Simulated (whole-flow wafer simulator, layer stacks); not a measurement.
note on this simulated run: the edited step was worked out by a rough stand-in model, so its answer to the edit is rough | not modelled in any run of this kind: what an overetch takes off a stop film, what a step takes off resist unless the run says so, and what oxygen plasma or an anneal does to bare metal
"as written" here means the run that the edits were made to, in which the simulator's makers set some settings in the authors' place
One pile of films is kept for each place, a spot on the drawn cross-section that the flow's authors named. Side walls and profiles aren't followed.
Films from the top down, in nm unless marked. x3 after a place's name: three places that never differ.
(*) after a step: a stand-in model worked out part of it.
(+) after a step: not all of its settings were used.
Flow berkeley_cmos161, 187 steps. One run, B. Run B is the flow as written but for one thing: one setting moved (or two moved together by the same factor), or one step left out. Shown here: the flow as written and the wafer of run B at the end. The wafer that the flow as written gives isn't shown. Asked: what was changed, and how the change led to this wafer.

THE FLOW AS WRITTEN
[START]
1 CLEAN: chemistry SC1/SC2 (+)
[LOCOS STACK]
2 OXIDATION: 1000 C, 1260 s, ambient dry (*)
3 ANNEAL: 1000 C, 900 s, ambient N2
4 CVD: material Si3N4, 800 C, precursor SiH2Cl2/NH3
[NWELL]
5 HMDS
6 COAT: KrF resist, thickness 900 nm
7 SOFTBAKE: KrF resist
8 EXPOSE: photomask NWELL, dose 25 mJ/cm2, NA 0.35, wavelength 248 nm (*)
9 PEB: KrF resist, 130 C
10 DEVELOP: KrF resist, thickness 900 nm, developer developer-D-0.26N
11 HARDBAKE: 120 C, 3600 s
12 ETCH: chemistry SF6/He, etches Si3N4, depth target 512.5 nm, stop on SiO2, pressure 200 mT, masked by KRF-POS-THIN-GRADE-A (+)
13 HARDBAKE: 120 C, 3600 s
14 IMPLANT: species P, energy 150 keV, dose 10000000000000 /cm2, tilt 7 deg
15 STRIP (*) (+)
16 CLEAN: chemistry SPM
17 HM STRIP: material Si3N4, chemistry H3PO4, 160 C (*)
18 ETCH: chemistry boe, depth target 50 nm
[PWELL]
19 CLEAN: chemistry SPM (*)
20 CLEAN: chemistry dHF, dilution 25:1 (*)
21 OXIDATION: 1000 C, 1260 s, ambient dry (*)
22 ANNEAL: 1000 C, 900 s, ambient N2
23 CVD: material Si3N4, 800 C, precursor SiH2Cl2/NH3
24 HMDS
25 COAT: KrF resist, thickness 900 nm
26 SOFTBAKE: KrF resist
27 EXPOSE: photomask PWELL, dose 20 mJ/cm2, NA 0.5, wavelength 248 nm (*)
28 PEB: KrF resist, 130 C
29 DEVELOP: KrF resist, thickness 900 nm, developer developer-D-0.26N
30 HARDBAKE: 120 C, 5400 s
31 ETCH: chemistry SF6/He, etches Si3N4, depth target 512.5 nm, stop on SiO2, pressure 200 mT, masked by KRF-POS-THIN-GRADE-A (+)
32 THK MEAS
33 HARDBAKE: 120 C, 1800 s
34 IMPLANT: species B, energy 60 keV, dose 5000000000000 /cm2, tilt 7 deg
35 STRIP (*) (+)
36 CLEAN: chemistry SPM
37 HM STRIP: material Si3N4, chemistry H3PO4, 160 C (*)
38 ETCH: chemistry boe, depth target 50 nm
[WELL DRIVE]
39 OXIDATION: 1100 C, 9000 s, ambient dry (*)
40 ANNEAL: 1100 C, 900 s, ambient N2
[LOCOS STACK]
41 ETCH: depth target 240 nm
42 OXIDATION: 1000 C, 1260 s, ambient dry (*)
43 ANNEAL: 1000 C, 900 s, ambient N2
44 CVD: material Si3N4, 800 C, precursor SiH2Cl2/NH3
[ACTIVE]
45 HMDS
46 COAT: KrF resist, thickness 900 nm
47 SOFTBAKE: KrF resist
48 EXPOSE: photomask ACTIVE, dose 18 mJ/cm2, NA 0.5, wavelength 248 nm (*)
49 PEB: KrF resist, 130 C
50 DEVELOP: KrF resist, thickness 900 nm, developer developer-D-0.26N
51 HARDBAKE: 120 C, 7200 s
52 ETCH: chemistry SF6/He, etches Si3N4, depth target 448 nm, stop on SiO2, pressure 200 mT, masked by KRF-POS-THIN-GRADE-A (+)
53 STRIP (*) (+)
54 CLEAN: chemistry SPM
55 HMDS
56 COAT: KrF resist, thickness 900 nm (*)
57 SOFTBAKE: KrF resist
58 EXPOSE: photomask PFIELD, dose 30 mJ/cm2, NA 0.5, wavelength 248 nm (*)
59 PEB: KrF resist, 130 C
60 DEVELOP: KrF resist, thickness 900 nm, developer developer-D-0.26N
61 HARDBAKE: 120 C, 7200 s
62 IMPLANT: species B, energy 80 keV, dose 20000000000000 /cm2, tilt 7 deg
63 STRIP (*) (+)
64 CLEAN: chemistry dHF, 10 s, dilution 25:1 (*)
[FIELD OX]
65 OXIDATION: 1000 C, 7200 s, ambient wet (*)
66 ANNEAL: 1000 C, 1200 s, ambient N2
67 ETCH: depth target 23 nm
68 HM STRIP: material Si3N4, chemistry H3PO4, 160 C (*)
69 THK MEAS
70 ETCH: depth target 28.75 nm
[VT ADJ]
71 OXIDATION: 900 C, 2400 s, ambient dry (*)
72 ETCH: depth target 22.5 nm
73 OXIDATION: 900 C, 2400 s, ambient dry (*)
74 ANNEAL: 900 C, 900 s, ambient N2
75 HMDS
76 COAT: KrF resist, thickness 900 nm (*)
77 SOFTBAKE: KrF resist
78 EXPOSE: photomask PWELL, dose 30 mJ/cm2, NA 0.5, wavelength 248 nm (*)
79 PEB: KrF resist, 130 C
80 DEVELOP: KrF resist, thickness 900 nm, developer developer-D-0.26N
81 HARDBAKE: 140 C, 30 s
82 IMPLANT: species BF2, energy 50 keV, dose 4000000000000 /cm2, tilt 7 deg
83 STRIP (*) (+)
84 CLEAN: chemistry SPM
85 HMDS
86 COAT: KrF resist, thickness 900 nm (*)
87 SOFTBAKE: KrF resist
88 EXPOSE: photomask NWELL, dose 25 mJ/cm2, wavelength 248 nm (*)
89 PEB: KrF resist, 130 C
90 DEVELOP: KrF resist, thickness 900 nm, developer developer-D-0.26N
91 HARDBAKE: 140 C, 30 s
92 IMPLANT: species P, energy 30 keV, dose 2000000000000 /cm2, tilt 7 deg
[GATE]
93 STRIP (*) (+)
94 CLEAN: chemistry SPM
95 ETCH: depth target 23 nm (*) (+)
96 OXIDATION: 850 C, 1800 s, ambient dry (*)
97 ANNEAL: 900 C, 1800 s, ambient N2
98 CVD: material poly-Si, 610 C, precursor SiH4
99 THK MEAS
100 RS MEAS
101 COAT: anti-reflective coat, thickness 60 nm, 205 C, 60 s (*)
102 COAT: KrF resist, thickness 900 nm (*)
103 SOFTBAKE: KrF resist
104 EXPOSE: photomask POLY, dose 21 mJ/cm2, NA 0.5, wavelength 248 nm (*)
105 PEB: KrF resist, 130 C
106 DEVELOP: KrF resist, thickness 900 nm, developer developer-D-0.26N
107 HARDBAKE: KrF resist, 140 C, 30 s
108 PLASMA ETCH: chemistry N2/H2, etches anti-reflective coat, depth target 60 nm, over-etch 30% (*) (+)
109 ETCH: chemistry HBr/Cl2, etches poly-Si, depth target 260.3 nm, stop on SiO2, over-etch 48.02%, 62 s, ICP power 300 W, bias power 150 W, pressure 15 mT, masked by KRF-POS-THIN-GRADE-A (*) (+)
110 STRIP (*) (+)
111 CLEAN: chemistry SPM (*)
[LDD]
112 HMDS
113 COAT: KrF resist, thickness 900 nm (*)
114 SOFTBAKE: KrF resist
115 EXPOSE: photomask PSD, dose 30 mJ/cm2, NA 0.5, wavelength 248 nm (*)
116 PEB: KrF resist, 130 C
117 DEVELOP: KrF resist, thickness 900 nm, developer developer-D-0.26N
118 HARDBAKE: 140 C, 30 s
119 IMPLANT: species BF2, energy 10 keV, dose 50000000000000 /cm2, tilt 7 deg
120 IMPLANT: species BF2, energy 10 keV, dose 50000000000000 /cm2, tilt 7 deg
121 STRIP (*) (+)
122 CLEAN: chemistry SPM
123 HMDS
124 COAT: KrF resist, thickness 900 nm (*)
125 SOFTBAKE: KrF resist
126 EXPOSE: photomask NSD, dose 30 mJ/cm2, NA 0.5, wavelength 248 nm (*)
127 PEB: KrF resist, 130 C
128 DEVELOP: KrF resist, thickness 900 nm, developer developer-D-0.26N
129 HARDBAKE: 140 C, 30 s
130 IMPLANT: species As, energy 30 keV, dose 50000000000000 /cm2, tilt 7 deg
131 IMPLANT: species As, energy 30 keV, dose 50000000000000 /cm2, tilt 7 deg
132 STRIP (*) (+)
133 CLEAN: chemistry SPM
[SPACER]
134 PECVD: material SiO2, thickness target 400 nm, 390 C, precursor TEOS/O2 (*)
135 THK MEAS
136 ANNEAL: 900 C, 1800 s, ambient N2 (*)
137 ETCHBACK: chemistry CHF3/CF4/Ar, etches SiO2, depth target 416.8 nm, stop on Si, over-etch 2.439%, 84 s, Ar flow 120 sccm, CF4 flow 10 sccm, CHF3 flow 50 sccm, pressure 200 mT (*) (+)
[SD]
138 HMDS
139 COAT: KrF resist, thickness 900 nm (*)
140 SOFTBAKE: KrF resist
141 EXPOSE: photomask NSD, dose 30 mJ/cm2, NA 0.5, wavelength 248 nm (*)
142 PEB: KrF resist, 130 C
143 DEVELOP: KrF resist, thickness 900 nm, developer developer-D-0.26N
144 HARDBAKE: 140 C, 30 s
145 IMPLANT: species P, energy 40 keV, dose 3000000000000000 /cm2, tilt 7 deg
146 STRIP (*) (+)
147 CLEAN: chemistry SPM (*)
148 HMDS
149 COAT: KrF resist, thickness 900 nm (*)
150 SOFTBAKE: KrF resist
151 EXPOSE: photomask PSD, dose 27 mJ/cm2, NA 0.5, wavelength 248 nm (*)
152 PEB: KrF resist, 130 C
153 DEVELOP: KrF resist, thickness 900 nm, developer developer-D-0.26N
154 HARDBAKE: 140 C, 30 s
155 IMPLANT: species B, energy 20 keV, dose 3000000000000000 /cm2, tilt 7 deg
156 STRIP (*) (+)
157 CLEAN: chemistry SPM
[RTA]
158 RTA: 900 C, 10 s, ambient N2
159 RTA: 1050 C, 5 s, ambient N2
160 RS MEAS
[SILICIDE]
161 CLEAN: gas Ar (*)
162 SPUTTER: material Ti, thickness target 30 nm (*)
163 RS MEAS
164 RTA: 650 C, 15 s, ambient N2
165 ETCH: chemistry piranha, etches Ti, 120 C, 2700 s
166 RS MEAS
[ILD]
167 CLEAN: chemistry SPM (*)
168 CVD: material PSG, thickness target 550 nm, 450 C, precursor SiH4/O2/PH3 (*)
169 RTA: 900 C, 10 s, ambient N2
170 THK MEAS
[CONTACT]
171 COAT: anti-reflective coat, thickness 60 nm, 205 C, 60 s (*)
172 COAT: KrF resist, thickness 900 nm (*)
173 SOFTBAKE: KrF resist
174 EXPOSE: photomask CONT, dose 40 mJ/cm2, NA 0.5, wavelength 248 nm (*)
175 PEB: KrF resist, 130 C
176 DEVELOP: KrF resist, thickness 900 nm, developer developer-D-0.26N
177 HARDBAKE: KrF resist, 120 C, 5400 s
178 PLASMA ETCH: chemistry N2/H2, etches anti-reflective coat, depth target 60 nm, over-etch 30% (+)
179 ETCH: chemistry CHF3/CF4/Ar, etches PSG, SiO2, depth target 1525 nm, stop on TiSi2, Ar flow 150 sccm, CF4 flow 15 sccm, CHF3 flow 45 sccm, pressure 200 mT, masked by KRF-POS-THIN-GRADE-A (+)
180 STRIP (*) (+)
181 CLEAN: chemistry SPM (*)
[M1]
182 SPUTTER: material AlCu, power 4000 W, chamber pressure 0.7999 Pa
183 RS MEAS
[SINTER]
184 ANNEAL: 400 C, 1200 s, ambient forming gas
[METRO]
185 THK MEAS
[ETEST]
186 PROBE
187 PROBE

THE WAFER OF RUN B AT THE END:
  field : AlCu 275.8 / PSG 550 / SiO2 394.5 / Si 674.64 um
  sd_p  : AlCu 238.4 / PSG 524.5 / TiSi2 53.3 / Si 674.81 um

The cause: step 95, ETCH: depth target 37 nm was run, where the flow has depth target 23 nm.

How the change led to this, step by step:
  95 ETCH: depth target 23 nm (*) (+)
      field: SiO2 -37 (as written it would be: SiO2 -23)
  101 COAT: anti-reflective coat, thickness 60 nm, 205 C, 60 s (*)
      sd_n: anti-reflective coat +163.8 (new film) (as written it would be: anti-reflective coat +173.5 (new film))
      spacer_n: anti-reflective coat +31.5 (new film) (as written it would be: anti-reflective coat +28.7 (new film))
      (and at 5 more places)
  108 PLASMA ETCH: chemistry N2/H2, etches anti-reflective coat, depth target 60 nm, over-etch 30% (*) (+)
      sd_n: anti-reflective coat -163.8 (all of it), poly-Si -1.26 (as written it would be: anti-reflective coat -173.5 (all of it), poly-Si -1.33)
      spacer_n: anti-reflective coat -31.5 (all of it), poly-Si -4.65 (as written it would be: anti-reflective coat -28.7 (all of it), poly-Si -5.05)
      (and at 3 more places)
  110 STRIP (*) (+)
      gate_n: chemical SiO2 +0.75 (new film), KrF resist -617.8 (all of it), anti-reflective coat -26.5 (all of it), poly-Si -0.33 (as written it would be: chemical SiO2 +0.75 (new film), KrF resist -626.8 (all of it), anti-reflective coat -23.7 (all of it), poly-Si -0.33)
      gate_p: chemical SiO2 +0.75 (new film), KrF resist -592.6 (all of it), anti-reflective coat -29.6 (all of it), poly-Si -0.33 (as written it would be: chemical SiO2 +0.75 (new film), KrF resist -598.2 (all of it), anti-reflective coat -27.9 (all of it), poly-Si -0.33)
  171 COAT: anti-reflective coat, thickness 60 nm, 205 C, 60 s (*)
      sd_n: anti-reflective coat +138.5 (new film) (as written it would be: anti-reflective coat +149.7 (new film))
      gate_n: anti-reflective coat +45 (new film) (as written it would be: anti-reflective coat +46.1 (new film))
      (and at 1 more place)
  180 STRIP (*) (+)
      sd_n: KrF resist -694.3 (all of it), anti-reflective coat -138.5 (all of it) (as written it would be: KrF resist -692.5 (all of it), anti-reflective coat -149.7 (all of it))
      gate_n: KrF resist -581 (all of it), anti-reflective coat -45 (all of it) (as written it would be: KrF resist -589.4 (all of it), anti-reflective coat -46.1 (all of it))
      (and at 1 more place)
